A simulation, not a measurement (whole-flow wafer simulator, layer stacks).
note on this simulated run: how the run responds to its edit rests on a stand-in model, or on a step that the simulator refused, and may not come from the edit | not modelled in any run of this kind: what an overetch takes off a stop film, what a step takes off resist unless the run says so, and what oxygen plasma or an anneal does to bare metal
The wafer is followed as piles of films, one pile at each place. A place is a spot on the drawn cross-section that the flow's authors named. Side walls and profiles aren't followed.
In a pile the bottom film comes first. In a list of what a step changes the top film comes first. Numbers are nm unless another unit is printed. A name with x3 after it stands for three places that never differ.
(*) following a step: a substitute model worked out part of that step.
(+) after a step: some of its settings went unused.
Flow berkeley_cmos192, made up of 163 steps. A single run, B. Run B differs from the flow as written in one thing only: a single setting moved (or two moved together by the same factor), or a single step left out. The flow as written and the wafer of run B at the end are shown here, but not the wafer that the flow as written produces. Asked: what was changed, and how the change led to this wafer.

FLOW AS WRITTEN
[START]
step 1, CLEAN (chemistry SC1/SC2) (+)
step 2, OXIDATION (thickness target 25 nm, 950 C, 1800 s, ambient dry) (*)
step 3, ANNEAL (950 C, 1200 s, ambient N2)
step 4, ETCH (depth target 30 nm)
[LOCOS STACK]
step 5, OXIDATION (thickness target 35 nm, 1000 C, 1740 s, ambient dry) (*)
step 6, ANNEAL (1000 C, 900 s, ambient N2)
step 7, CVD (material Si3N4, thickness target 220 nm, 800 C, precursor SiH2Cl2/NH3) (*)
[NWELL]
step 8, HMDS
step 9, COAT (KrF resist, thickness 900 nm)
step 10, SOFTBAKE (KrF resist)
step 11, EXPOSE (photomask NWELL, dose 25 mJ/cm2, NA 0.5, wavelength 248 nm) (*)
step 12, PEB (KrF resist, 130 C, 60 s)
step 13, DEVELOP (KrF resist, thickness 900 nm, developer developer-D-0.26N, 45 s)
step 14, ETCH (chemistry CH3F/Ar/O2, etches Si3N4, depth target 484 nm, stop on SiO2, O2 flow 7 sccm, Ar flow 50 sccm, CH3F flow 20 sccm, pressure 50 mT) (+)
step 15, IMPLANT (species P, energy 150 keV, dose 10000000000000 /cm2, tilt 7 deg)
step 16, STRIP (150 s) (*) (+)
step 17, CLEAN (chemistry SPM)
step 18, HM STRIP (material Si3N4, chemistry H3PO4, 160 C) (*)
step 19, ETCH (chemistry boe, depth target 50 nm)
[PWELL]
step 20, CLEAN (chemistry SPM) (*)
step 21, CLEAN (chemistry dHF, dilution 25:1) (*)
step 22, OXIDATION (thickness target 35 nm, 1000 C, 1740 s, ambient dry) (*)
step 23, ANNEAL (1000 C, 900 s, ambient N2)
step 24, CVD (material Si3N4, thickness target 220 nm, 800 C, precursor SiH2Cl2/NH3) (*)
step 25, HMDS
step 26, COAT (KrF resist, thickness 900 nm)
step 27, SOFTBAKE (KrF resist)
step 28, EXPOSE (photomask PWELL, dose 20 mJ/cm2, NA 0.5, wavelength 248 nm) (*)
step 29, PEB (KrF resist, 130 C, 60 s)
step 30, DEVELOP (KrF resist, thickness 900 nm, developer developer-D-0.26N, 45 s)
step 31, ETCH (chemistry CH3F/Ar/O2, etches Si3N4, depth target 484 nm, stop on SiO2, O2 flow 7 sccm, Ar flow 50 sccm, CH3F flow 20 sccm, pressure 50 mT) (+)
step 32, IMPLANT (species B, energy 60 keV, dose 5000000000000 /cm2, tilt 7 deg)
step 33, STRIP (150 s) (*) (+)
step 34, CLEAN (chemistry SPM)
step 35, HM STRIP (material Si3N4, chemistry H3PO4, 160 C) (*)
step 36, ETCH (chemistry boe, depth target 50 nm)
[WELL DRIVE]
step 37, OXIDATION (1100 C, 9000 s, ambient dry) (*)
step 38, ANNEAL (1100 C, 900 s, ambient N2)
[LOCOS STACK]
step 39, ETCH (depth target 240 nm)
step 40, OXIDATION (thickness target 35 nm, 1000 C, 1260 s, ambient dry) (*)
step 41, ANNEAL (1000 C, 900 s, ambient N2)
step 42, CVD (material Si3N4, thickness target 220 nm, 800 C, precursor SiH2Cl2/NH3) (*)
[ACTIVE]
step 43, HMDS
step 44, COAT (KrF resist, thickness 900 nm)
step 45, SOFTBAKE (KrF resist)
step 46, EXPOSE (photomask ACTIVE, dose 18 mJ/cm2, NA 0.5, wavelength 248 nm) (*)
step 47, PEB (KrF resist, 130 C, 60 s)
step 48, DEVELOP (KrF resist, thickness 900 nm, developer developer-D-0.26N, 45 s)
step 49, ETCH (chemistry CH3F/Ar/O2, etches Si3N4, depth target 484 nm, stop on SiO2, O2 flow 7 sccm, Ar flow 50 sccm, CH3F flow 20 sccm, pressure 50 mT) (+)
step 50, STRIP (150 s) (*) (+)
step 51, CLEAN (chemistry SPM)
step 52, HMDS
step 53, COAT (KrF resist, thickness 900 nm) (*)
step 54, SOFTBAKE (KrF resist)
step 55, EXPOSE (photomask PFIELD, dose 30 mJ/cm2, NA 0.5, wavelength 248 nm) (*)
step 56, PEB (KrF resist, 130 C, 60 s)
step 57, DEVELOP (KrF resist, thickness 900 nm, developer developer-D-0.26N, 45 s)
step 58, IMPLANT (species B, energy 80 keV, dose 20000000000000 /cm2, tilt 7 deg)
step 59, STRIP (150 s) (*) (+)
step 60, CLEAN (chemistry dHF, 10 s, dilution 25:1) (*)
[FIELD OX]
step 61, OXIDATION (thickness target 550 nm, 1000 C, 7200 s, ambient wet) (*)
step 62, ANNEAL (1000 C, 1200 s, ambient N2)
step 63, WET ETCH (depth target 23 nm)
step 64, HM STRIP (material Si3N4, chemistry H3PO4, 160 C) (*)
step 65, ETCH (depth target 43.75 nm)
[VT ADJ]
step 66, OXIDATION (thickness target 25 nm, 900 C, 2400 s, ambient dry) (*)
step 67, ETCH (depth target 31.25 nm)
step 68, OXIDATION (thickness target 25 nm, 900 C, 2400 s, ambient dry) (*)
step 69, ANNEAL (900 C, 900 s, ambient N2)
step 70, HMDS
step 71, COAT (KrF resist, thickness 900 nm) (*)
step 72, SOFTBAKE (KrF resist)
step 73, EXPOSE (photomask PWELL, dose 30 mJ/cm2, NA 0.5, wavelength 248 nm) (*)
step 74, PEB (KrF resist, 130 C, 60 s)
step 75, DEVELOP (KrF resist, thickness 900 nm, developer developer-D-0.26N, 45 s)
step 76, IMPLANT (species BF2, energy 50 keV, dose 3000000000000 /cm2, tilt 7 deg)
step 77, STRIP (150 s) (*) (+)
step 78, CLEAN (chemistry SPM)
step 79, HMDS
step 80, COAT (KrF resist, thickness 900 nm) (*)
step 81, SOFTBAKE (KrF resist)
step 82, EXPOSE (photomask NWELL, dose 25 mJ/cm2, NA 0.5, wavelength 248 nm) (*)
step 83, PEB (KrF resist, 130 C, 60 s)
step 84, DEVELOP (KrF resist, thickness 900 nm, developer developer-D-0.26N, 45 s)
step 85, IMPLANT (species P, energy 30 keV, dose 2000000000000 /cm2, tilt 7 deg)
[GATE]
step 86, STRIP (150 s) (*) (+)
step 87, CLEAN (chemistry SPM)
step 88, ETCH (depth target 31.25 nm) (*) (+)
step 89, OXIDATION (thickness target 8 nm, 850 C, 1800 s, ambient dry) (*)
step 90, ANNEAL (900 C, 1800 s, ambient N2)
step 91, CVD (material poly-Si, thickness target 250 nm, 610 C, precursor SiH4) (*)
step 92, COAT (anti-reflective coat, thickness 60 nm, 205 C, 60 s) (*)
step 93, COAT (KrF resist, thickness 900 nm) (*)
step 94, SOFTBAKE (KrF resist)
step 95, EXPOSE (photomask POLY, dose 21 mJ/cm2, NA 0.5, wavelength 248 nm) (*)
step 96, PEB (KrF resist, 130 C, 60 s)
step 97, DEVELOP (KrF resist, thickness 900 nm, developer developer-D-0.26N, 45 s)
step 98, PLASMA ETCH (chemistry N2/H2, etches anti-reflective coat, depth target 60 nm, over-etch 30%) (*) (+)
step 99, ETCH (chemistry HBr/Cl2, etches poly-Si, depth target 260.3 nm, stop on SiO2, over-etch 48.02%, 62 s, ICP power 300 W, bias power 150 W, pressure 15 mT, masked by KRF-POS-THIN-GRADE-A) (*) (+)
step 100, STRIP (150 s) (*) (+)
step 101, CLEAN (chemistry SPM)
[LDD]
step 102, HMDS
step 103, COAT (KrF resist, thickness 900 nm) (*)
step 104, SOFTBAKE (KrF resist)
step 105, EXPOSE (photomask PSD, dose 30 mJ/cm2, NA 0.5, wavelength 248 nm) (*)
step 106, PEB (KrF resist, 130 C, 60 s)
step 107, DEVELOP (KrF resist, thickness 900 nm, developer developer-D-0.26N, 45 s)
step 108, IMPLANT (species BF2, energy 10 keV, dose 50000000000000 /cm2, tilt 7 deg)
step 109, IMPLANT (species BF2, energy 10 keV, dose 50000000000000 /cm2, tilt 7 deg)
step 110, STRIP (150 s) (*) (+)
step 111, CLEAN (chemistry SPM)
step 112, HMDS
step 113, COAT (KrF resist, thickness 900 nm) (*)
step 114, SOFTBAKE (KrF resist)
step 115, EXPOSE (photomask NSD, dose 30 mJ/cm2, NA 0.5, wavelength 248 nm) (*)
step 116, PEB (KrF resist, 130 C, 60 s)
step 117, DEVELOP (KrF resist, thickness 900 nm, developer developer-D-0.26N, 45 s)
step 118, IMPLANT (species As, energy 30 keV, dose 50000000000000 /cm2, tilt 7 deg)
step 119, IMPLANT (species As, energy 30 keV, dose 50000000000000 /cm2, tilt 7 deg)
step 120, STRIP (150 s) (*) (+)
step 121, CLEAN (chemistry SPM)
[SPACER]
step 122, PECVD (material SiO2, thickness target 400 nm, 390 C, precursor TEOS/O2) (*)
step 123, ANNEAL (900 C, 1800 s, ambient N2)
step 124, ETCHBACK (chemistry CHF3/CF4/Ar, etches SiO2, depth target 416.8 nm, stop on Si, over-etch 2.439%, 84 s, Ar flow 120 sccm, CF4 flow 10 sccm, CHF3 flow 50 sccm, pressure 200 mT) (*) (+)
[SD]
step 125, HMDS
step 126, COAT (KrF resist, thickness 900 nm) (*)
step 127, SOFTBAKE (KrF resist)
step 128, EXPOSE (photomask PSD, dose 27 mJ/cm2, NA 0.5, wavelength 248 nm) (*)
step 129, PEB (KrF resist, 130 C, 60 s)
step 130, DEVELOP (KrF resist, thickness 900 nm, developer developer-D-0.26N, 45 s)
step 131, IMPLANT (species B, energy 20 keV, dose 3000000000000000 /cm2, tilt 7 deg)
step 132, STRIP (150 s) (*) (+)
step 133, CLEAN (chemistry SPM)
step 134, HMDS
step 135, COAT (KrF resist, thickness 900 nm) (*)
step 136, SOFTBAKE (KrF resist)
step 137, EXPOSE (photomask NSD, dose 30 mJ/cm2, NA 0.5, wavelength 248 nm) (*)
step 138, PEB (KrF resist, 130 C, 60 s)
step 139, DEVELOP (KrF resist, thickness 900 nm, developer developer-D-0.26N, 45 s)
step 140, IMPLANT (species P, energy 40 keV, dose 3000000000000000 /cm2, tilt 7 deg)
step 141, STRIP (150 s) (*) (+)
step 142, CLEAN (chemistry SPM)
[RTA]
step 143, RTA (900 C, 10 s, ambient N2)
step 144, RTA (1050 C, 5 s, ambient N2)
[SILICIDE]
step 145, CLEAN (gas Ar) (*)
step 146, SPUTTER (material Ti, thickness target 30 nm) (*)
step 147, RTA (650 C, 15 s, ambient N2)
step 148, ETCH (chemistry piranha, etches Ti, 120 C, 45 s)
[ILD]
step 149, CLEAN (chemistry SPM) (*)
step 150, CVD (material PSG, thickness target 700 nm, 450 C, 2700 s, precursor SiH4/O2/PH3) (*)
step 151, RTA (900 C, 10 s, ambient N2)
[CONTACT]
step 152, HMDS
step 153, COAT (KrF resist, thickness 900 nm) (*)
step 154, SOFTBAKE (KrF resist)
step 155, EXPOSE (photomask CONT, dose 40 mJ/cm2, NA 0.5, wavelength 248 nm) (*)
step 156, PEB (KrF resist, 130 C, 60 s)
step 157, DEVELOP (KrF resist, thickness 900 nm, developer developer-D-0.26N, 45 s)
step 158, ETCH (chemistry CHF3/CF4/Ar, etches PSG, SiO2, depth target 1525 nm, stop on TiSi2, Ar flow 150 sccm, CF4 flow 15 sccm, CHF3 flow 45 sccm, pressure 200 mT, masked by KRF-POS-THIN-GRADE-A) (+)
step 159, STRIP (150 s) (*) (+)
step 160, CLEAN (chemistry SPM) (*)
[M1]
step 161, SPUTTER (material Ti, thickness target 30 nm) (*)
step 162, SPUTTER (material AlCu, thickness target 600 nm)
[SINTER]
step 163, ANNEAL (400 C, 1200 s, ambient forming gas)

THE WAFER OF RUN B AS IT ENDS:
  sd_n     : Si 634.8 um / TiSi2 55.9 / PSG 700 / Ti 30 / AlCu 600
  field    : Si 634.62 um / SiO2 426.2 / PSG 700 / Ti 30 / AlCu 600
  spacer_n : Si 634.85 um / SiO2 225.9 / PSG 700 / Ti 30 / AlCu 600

Cause: step 67, ETCH: depth target 31.25 nm, was not run.

The path from the change to this, step by step:
  step 68, OXIDATION (thickness target 25 nm, 900 C, 2400 s, ambient dry) (*)
      sd_n, spacer_n, gate, sd_p, spacer_p, gate_p, contact, m1: +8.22 SiO2, -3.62 Si (in the flow as written it would be: +14.9 SiO2 (new film), -6.57 Si)
  step 88, ETCH (depth target 31.25 nm) (*) (+)
      sd_n, spacer_n, gate, sd_p, spacer_p, gate_p, contact, m1: -23.2 SiO2 (all of it) (in the flow as written it would be: -14.9 SiO2 (all of it))
  step 92, COAT (anti-reflective coat, thickness 60 nm, 205 C, 60 s) (*)
      sd_n: +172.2 anti-reflective coat (new film) (in the flow as written it would be: +152.4 anti-reflective coat (new film))
      spacer_n: +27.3 anti-reflective coat (new film) (in the flow as written it would be: +33.8 anti-reflective coat (new film))
      (and at 6 other places as well)
  step 93, COAT (KrF resist, thickness 900 nm) (*)
      spacer_n: +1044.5 KrF resist (new film) (in the flow as written it would be: +1021.2 KrF resist (new film))
      gate: +1047.2 KrF resist (new film) (in the flow as written it would be: +1023.8 KrF resist (new film))
  step 97, DEVELOP (KrF resist, thickness 900 nm, developer developer-D-0.26N, 45 s)
      spacer_n: -1042.8 KrF resist (all of it) (in the flow as written it would be: -1019.5 KrF resist (all of it))
  step 98, PLASMA ETCH (chemistry N2/H2, etches anti-reflective coat, depth target 60 nm, over-etch 30%) (*) (+)
      field: -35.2 anti-reflective coat (all of it), -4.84 poly-Si (in the flow as written it would be: -35.3 anti-reflective coat (all of it), -4.18 poly-Si)
      sd_n: -172.2 anti-reflective coat (all of it), -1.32 poly-Si (in the flow as written it would be: -152.4 anti-reflective coat (all of it), -1.17 poly-Si)
      (and at 5 other places as well)
  step 100, STRIP (150 s) (*) (+)
      gate: +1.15 chemical SiO2 (new film), -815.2 KrF resist (all of it), -23.2 anti-reflective coat (all of it), -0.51 poly-Si (in the flow as written it would be: +1.15 chemical SiO2 (new film), -791.8 KrF resist (all of it), -30 anti-reflective coat (all of it), -0.51 poly-Si)
      gate_p: +1.15 chemical SiO2 (new film), -780.1 KrF resist (all of it), -26.4 anti-reflective coat (all of it), -0.51 poly-Si (in the flow as written it would be: +1.15 chemical SiO2 (new film), -765.1 KrF resist (all of it), -31 anti-reflective coat (all of it), -0.51 poly-Si)
  step 146, SPUTTER (material Ti, thickness target 30 nm) (*)
      sd_p: +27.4 Ti (new film) (in the flow as written it would be: +28 Ti (new film))
  step 147, RTA (650 C, 15 s, ambient N2)
      sd_p: -21.4 Ti, +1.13 TiSi first (new film), +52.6 TiSi2 C49 (new film), -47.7 Si (in the flow as written it would be: -21.9 Ti, +2.35 TiSi first (new film), +52.1 TiSi2 C49 (new film), -48.1 Si)
  step 151, RTA (900 C, 10 s, ambient N2)
      sd_p: under 1 film: +51 TiSi2 (new film), -1.02 TiSi first (all of it), -52.6 TiSi2 C49 (all of it), -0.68 Si (in the flow as written it would be: under 1 film: +52.2 TiSi2 (new film), -2.25 TiSi first (all of it), -52.1 TiSi2 C49 (all of it), -1.5 Si)
  step 159, STRIP (150 s) (*) (+)
      sd_n: -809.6 KrF resist (all of it) (in the flow as written it would be: -792.3 KrF resist (all of it))
      sd_p: -860.6 KrF resist (all of it) (in the flow as written it would be: -841.6 KrF resist (all of it))
  step 161, SPUTTER (material Ti, thickness target 30 nm) (*)
      sd_p: +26 Ti (new film) (in the flow as written it would be: +26.6 Ti (new film))
  step 162, SPUTTER (material AlCu, thickness target 600 nm)
      sd_p: +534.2 AlCu (new film) (in the flow as written it would be: +551.2 AlCu (new film))
